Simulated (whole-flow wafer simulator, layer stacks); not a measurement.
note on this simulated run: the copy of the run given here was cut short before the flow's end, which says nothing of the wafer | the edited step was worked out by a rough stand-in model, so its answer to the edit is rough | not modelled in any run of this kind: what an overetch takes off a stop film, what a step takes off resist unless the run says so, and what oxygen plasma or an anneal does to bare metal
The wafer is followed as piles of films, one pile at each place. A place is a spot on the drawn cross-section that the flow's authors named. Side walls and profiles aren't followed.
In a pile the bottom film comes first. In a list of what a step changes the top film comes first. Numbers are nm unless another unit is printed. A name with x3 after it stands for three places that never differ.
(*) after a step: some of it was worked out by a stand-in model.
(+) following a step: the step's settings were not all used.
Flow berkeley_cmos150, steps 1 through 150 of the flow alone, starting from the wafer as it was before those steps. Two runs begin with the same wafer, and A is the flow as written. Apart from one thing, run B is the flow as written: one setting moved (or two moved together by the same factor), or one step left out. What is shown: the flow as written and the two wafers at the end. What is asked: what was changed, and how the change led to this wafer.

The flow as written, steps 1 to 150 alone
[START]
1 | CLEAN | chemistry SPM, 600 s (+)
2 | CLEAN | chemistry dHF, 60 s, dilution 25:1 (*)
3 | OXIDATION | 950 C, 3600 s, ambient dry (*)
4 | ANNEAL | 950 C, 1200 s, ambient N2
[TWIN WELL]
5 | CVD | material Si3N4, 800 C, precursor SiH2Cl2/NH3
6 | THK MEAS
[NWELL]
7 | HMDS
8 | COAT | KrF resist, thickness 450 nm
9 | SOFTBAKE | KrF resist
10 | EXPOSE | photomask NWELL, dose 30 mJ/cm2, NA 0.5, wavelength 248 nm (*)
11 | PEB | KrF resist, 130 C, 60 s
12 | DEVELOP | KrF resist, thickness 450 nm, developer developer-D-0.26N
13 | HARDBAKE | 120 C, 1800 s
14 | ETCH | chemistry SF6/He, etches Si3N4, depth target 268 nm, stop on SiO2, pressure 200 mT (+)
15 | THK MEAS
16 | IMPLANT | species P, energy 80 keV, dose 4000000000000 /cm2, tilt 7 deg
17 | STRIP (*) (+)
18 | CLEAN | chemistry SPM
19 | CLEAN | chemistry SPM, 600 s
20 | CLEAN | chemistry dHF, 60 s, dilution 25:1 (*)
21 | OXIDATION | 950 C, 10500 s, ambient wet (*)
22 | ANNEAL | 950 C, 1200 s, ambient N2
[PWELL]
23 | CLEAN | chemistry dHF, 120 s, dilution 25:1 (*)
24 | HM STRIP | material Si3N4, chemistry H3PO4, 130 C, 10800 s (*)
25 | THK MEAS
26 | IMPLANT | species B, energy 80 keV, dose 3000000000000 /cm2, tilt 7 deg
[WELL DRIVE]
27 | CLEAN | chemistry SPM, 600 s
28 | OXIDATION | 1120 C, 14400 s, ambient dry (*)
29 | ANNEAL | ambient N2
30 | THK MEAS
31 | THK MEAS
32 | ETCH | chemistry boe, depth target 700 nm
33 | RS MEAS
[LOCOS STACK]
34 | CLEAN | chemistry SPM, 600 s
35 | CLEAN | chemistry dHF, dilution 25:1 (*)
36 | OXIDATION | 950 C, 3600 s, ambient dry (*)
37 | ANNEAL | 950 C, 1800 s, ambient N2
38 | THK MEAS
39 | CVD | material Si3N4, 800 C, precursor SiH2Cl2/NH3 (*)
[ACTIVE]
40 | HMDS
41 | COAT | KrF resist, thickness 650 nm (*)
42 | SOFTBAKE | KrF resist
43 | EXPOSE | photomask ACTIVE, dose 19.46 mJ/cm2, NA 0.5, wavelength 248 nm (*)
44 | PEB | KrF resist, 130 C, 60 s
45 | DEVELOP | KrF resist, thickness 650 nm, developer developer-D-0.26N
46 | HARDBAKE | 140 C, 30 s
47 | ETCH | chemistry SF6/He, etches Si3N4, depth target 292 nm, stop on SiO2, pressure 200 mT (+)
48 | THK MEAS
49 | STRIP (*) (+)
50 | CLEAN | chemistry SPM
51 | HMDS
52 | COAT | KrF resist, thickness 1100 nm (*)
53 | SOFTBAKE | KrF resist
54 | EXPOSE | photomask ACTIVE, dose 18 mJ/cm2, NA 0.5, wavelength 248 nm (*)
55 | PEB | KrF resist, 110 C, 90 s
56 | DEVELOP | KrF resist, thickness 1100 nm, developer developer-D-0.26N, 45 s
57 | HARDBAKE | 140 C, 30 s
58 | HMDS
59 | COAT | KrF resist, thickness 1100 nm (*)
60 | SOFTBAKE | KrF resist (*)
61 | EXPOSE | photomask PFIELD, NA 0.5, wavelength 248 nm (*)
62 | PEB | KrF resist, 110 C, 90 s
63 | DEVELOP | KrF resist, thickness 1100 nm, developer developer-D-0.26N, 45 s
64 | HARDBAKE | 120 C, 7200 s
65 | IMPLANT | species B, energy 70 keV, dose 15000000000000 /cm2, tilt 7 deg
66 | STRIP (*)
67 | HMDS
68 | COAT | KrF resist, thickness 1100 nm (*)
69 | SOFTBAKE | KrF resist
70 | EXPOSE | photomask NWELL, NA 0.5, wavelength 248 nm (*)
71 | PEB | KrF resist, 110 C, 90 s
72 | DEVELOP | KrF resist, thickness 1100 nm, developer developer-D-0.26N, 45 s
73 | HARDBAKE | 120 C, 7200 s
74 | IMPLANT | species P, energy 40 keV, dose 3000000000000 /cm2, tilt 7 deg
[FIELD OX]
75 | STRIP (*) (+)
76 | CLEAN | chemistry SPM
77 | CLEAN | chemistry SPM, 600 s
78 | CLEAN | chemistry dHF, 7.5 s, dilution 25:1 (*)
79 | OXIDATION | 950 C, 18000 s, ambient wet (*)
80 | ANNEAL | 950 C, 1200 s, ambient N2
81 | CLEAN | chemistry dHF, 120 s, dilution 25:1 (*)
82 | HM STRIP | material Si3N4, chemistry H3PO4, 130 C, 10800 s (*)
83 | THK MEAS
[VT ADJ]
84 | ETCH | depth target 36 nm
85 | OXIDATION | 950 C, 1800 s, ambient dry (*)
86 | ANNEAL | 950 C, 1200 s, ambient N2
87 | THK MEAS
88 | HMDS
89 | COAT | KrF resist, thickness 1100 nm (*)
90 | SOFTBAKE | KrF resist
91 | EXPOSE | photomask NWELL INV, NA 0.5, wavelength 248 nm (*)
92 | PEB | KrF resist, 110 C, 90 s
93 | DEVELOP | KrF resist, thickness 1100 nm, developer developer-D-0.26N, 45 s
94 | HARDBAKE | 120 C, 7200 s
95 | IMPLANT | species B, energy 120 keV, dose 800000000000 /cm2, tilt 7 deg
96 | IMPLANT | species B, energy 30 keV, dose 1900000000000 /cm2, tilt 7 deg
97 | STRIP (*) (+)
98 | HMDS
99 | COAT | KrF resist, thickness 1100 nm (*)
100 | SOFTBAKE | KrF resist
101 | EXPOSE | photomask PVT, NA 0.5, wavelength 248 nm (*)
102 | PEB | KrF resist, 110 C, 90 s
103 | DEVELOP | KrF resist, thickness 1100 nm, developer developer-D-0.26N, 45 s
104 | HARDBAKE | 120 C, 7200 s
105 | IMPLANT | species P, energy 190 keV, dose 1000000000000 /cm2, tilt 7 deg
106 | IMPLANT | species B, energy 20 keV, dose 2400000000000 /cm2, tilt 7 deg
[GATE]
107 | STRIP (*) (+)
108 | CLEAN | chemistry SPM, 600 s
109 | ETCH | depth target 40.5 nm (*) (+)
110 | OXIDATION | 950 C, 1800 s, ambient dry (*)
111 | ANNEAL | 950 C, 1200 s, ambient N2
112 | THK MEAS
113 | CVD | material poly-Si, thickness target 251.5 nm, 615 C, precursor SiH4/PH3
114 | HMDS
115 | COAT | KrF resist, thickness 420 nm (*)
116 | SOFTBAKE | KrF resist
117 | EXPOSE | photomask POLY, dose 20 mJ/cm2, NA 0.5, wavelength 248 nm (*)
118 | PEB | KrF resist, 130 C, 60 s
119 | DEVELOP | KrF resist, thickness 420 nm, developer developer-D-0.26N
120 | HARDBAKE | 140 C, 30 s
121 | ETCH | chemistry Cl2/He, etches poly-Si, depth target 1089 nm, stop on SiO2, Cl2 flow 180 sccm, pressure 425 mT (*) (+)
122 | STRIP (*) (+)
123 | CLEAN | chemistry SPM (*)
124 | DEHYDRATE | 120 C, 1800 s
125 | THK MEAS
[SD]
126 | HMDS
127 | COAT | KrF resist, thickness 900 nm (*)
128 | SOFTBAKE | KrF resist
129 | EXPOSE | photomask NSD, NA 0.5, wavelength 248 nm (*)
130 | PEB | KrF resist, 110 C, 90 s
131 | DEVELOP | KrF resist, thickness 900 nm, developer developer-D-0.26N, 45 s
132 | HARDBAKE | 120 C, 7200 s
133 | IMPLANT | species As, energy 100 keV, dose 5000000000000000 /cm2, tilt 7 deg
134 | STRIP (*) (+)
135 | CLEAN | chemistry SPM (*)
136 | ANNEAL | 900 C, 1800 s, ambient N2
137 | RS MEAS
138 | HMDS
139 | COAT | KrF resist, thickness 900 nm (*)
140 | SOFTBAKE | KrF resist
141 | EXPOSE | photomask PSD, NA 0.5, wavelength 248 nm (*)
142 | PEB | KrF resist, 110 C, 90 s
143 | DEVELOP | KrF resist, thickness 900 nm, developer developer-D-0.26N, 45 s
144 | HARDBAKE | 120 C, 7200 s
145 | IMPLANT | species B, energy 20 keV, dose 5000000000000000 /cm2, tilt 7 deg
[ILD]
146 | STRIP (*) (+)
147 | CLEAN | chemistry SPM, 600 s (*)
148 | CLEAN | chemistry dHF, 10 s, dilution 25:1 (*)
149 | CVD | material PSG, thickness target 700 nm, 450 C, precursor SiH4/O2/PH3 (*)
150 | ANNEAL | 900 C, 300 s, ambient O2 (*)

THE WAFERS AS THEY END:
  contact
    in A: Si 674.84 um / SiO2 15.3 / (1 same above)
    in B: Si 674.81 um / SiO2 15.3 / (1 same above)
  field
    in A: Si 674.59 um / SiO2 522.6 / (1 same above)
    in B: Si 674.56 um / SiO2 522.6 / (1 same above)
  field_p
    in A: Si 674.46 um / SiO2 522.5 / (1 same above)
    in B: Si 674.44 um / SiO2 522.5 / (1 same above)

What caused this: step 28, OXIDATION: 1176 C was run, while the flow as written has 1120 C.

How this came from the change, step by step:
  28 | OXIDATION | 1120 C, 14400 s, ambient dry (*)
      field, sd_n, gate_n, contact, m1: A +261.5 SiO2, -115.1 Si | B +329.2 SiO2, -144.8 Si
      field_p, sd_p, gate_p: A +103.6 SiO2, -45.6 Si | B +138.7 SiO2, -61 Si
  32 | ETCH | chemistry boe, depth target 700 nm
      field, sd_n, gate_n, contact, m1: A -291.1 SiO2 (all of it) | B -358.8 SiO2 (all of it)
      field_p, sd_p, gate_p: A -555.5 SiO2 (all of it) | B -590.6 SiO2 (all of it)
  41 | COAT | KrF resist, thickness 650 nm (*)
      field: A +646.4 KrF resist (new film) | B +620.1 KrF resist (new film)
  45 | DEVELOP | KrF resist, thickness 650 nm, developer developer-D-0.26N
      field: A -645.4 KrF resist (all of it) | B -619.1 KrF resist (all of it)
